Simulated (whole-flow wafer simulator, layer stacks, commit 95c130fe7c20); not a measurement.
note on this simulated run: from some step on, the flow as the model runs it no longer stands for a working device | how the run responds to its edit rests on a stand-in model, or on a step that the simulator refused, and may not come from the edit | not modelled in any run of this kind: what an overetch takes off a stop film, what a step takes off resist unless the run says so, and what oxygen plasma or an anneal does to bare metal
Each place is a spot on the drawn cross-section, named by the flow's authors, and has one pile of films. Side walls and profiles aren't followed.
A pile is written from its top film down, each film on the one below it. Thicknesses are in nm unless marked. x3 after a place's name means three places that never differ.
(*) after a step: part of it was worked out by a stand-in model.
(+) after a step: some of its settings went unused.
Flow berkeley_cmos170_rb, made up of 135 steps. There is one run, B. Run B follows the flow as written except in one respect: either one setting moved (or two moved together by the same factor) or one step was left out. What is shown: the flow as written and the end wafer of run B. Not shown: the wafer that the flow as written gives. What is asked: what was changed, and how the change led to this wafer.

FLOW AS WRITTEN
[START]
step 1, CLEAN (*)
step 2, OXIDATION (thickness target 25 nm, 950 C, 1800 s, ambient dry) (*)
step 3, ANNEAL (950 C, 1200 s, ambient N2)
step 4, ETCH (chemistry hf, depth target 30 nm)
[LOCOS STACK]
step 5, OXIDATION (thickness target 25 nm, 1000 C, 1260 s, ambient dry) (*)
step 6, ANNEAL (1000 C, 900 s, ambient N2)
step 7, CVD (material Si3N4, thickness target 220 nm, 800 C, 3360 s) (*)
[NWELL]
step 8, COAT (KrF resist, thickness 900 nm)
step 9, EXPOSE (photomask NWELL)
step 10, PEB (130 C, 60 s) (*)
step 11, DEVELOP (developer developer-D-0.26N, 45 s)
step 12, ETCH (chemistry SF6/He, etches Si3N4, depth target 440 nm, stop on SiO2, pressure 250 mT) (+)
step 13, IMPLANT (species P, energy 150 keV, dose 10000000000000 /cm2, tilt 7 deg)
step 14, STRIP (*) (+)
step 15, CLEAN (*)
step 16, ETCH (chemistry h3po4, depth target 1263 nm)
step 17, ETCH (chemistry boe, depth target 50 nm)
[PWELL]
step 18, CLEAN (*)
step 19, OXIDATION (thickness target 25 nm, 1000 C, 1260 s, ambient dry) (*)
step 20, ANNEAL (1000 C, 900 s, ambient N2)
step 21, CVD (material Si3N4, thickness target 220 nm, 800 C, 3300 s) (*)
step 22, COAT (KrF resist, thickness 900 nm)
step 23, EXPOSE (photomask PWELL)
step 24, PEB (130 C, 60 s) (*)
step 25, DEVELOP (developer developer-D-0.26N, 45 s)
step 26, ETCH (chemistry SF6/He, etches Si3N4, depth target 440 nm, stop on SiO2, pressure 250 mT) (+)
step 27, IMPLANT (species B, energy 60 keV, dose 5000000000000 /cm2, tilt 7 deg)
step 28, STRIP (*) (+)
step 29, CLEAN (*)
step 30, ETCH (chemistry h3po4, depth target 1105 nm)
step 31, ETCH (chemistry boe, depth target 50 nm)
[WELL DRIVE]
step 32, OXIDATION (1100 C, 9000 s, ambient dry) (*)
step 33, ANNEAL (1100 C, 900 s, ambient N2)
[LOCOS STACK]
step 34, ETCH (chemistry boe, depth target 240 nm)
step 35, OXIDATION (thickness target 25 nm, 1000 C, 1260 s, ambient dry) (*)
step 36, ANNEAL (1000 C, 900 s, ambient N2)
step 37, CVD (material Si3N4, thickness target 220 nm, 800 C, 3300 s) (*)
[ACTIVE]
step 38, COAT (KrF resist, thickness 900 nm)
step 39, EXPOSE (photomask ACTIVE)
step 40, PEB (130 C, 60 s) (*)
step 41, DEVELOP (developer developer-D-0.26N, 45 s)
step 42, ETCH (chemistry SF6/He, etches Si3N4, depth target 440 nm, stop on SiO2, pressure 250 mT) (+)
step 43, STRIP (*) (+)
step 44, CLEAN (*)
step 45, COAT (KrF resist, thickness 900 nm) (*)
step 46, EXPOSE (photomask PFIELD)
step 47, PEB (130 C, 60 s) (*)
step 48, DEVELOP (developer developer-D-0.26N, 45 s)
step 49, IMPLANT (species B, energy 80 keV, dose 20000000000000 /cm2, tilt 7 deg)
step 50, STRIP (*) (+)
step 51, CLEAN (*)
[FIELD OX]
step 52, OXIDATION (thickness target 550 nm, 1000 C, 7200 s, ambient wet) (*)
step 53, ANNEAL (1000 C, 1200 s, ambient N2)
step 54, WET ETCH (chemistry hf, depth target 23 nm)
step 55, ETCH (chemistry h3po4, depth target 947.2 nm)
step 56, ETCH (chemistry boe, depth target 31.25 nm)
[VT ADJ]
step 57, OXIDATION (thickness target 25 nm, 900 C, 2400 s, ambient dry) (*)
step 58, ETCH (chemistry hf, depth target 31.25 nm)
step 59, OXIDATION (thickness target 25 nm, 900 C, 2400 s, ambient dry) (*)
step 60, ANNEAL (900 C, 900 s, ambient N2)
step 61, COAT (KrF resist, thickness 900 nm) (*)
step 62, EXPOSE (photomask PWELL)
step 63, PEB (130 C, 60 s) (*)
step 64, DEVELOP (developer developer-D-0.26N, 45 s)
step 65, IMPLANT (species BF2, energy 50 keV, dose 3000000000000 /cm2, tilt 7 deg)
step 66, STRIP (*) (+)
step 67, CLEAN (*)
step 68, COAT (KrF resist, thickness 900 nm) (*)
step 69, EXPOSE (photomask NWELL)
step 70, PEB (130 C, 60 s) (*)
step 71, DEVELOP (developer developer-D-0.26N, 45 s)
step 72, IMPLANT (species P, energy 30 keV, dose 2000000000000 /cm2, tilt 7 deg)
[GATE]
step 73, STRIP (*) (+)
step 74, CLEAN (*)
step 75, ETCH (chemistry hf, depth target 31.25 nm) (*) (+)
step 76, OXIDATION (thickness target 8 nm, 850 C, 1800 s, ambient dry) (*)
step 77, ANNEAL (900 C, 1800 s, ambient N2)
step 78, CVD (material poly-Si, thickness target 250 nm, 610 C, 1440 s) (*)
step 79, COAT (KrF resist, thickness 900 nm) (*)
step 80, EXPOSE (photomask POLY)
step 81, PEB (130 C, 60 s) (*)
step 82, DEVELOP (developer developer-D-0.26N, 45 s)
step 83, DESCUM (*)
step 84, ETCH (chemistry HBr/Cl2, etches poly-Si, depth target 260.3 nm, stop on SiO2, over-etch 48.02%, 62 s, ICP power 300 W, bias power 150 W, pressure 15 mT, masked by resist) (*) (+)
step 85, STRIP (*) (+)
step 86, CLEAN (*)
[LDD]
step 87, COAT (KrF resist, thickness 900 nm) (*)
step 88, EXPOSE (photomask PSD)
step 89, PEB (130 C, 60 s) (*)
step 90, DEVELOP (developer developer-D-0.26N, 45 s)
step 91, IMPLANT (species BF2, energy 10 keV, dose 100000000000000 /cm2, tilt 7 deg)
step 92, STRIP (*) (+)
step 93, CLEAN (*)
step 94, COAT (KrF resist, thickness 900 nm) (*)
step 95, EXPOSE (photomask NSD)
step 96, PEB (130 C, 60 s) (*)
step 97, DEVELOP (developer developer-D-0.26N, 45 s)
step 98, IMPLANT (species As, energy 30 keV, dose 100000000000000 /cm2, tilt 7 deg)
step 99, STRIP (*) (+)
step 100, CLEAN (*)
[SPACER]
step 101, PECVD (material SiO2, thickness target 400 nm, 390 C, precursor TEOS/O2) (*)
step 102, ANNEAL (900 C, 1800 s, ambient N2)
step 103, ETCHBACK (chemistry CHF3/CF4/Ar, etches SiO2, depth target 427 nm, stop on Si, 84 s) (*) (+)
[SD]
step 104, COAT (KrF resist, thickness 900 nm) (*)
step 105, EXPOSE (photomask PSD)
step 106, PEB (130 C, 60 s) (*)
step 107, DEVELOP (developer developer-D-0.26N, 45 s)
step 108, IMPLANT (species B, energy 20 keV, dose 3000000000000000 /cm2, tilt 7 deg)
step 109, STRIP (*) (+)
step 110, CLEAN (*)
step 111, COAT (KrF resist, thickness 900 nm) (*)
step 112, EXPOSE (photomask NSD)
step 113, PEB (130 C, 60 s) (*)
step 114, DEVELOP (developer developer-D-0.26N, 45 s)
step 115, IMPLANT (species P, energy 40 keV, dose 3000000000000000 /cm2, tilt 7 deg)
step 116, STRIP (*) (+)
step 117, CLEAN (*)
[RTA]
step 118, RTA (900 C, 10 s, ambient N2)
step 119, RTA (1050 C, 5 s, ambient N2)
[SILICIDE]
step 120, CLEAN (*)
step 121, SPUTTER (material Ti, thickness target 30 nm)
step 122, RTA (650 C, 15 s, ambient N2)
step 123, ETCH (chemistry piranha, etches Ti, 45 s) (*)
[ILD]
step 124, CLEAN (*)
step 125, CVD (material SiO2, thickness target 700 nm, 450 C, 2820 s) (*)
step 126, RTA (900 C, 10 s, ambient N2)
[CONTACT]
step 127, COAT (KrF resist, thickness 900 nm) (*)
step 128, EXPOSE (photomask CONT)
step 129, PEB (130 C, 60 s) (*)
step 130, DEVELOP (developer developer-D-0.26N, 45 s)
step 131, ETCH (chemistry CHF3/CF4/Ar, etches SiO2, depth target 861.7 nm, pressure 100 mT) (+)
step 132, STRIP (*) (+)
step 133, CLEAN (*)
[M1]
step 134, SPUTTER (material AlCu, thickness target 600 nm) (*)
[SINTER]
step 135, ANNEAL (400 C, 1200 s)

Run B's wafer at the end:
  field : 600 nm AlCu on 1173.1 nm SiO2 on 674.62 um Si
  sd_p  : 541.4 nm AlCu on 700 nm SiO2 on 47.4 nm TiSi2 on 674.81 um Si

Cause: step 58, ETCH: depth target 16.38 nm was run, while the flow as written has depth target 31.25 nm.

Step by step, how the change led to this:
  step 58, ETCH (chemistry hf, depth target 31.25 nm)
      field: -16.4 SiO2 (it would be, as written: -31.2 SiO2)
  step 121, SPUTTER (material Ti, thickness target 30 nm)
      sd_p: +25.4 Ti (new film) (it would be, as written: +27.1 Ti (new film))
  step 122, RTA (650 C, 15 s, ambient N2)
      sd_p: -19.8 Ti, +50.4 TiSi2 C49 (new film), -45 Si (it would be, as written: -21.1 Ti, +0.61 TiSi first (new film), +52.9 TiSi2 C49 (new film), -47.6 Si)
  step 126, RTA (900 C, 10 s, ambient N2)
      sd_p: under 1 film: +47.4 TiSi2 (new film), -50.4 TiSi2 C49 (all of it) (it would be, as written: under 1 film: +50.7 TiSi2 (new film), -0.61 TiSi first (all of it), -52.9 TiSi2 C49 (all of it), -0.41 Si)
